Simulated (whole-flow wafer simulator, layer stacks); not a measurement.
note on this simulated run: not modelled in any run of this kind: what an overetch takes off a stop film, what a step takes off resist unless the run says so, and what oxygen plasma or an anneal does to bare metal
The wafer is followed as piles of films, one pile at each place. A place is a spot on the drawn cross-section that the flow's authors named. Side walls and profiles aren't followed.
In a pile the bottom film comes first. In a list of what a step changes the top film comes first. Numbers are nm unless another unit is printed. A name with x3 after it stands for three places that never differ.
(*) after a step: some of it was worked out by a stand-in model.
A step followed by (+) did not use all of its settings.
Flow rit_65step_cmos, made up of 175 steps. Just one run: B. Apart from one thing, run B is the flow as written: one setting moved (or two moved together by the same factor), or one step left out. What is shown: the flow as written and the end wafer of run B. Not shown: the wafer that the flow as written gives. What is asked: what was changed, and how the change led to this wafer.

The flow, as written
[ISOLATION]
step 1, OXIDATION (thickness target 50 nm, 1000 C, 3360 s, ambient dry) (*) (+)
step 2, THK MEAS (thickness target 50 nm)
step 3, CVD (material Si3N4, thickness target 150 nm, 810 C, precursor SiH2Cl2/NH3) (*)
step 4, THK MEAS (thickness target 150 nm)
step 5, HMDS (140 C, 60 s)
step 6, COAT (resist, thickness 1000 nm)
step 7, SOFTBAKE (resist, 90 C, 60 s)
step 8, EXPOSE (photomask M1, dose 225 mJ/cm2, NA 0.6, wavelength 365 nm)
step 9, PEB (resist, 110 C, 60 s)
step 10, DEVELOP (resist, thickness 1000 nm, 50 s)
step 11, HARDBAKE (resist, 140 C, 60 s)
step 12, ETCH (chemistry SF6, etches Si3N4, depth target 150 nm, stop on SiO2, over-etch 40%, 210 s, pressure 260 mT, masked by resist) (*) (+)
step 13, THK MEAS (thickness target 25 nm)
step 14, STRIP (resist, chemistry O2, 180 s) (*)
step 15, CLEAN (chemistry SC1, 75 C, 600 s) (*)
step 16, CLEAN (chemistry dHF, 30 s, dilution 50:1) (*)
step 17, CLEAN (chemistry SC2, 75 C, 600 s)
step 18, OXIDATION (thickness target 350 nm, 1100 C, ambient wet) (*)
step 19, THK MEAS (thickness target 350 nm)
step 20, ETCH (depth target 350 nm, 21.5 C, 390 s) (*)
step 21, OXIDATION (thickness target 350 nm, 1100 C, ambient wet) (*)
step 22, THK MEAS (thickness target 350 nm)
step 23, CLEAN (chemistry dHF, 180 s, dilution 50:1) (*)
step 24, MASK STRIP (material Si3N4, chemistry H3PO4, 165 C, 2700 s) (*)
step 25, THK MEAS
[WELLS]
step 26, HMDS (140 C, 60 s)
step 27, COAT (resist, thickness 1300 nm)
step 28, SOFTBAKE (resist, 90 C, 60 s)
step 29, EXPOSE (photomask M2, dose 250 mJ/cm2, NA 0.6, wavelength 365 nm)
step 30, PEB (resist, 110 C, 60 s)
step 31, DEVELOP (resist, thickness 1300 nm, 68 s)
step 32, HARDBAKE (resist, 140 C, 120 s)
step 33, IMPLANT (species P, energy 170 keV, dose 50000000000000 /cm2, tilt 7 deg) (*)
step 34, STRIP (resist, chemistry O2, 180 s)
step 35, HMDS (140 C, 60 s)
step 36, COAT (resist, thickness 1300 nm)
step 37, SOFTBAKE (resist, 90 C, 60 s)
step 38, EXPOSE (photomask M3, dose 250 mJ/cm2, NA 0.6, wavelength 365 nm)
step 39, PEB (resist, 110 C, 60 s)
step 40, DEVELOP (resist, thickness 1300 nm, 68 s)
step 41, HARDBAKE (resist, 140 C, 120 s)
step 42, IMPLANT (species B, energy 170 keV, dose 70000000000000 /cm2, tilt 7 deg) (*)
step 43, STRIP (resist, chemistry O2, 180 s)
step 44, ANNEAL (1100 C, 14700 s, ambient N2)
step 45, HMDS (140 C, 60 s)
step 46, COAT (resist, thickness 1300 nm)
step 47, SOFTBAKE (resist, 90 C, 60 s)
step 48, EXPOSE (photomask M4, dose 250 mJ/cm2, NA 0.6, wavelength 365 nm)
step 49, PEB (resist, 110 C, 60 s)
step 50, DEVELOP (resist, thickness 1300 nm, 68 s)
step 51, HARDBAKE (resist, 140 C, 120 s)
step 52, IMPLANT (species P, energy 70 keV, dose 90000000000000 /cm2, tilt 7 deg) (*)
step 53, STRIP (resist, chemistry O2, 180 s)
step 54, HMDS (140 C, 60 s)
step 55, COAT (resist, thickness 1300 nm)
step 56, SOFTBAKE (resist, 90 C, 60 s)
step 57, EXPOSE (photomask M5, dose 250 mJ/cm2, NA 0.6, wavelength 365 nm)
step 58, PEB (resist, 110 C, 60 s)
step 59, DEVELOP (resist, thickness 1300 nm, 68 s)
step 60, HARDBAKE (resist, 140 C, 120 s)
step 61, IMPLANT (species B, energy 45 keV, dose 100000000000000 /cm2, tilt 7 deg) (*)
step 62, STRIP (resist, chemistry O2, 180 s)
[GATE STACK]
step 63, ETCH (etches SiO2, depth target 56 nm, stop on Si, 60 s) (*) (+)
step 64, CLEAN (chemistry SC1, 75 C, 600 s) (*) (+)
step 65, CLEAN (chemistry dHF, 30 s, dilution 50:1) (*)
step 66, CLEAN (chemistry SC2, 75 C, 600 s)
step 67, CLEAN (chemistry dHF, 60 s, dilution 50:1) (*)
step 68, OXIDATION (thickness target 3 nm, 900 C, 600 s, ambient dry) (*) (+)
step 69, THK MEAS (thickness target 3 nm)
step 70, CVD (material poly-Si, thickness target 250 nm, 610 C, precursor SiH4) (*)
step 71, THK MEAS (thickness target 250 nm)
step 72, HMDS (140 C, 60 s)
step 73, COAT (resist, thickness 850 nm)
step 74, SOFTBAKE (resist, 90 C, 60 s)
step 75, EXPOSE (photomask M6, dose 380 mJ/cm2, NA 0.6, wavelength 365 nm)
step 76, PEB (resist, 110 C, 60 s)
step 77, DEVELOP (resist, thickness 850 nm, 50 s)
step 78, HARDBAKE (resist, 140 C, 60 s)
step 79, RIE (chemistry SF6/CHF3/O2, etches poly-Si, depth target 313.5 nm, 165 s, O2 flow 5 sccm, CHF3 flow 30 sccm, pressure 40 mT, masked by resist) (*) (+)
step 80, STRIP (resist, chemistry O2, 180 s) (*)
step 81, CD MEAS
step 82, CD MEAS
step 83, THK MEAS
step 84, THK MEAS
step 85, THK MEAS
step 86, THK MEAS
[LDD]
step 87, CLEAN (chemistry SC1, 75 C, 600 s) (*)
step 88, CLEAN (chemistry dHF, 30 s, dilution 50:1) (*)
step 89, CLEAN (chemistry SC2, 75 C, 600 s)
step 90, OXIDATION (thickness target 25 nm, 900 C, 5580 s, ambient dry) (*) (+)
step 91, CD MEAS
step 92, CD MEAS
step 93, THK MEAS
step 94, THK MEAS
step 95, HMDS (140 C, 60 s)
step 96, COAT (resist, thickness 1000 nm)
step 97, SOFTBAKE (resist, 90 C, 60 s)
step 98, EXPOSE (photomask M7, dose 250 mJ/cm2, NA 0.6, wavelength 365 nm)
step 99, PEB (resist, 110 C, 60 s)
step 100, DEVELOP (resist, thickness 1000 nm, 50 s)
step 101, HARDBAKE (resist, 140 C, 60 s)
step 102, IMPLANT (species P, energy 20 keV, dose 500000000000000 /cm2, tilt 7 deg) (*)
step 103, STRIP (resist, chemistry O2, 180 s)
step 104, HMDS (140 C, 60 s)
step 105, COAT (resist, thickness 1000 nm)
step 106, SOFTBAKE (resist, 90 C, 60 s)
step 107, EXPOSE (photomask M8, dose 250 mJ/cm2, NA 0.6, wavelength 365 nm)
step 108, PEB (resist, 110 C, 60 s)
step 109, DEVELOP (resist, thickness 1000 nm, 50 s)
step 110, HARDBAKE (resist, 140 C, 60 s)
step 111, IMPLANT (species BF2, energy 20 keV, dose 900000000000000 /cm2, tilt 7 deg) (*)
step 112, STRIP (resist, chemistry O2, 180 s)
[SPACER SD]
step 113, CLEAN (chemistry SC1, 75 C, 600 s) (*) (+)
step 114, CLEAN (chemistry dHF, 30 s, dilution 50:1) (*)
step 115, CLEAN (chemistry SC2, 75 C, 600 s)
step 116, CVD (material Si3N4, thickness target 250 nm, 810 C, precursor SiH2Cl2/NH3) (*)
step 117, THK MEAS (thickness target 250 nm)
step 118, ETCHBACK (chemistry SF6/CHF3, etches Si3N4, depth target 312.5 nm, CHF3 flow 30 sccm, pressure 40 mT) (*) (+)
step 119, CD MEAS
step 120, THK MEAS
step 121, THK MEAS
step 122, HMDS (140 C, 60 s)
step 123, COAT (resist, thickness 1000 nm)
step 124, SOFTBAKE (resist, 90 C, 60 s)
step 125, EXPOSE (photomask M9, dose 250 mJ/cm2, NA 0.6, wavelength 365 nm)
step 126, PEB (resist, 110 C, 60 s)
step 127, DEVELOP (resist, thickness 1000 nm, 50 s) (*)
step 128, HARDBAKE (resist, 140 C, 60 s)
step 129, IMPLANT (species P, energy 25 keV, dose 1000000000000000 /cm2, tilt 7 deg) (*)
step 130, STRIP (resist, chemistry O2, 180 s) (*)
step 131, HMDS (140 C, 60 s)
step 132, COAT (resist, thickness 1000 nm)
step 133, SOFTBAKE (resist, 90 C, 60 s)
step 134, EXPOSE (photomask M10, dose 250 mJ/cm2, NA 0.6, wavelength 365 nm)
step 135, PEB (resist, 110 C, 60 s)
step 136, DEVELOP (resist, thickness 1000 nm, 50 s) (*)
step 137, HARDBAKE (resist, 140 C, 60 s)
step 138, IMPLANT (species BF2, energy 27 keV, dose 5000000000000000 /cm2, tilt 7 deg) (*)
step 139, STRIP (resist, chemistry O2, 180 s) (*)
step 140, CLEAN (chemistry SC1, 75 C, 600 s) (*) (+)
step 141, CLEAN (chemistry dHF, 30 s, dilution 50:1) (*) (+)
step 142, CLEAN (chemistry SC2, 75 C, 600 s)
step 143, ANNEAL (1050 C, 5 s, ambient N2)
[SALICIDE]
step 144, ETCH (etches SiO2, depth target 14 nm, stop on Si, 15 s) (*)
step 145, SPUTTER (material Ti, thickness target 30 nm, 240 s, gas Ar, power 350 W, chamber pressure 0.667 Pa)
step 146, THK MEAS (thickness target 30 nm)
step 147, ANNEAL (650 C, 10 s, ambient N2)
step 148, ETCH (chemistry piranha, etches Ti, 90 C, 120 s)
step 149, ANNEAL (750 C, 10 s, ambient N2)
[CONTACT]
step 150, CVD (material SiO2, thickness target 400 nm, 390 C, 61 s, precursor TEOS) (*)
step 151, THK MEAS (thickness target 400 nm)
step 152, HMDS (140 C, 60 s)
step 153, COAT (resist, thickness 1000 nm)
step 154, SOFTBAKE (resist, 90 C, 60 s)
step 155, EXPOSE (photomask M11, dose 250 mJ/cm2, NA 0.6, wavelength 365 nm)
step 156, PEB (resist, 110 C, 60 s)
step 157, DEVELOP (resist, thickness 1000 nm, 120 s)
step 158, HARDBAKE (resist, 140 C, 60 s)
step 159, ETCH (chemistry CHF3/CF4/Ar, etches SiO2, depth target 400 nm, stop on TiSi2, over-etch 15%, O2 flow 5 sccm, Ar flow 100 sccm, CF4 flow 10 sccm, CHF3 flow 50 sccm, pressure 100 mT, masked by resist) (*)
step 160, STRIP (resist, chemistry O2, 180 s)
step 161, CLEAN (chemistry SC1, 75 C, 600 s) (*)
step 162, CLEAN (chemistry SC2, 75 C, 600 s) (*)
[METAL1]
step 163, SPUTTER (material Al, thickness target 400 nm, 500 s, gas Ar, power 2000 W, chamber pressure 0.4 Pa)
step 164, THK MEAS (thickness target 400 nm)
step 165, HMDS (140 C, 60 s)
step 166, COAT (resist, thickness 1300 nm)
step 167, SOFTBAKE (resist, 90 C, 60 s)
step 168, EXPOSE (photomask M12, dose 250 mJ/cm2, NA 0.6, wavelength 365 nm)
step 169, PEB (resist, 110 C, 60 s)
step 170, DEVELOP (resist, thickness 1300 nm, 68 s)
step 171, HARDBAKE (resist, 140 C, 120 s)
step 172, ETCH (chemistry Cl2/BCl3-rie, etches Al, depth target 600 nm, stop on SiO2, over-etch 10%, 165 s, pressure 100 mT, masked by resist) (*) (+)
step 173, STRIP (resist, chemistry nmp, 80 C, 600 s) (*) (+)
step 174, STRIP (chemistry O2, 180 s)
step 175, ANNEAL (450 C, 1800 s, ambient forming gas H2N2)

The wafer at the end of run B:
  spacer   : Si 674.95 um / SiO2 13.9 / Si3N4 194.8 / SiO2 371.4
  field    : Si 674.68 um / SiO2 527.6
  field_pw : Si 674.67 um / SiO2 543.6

What caused this: step 163, SPUTTER: power 2318 W was run, whereas the flow has power 2000 W.

Step by step, how the change led to this:
  step 163, SPUTTER (material Al, thickness target 400 nm, 500 s, gas Ar, power 2000 W, chamber pressure 0.4 Pa)
      field, field_pw, field_p, spacer, spacer_p: +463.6 Al (new film) (as written it would have been: +400 Al (new film))
      gate_n, gate_p: +456.4 Al (new film) (as written it would have been: +396 Al (new film))
      (and at 1 other place as well)
  step 172, ETCH (chemistry Cl2/BCl3-rie, etches Al, depth target 600 nm, stop on SiO2, over-etch 10%, 165 s, pressure 100 mT, masked by resist) (*) (+)
      field, field_pw, field_p, spacer, spacer_p: -463.6 Al (all of it), -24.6 SiO2 (as written it would have been: -400 Al (all of it), -32.5 SiO2)
      gate_n, gate_p: -456.4 Al (all of it), -25.5 SiO2 (as written it would have been: -396 Al (all of it), -33 SiO2)
      (and at 1 other place as well)
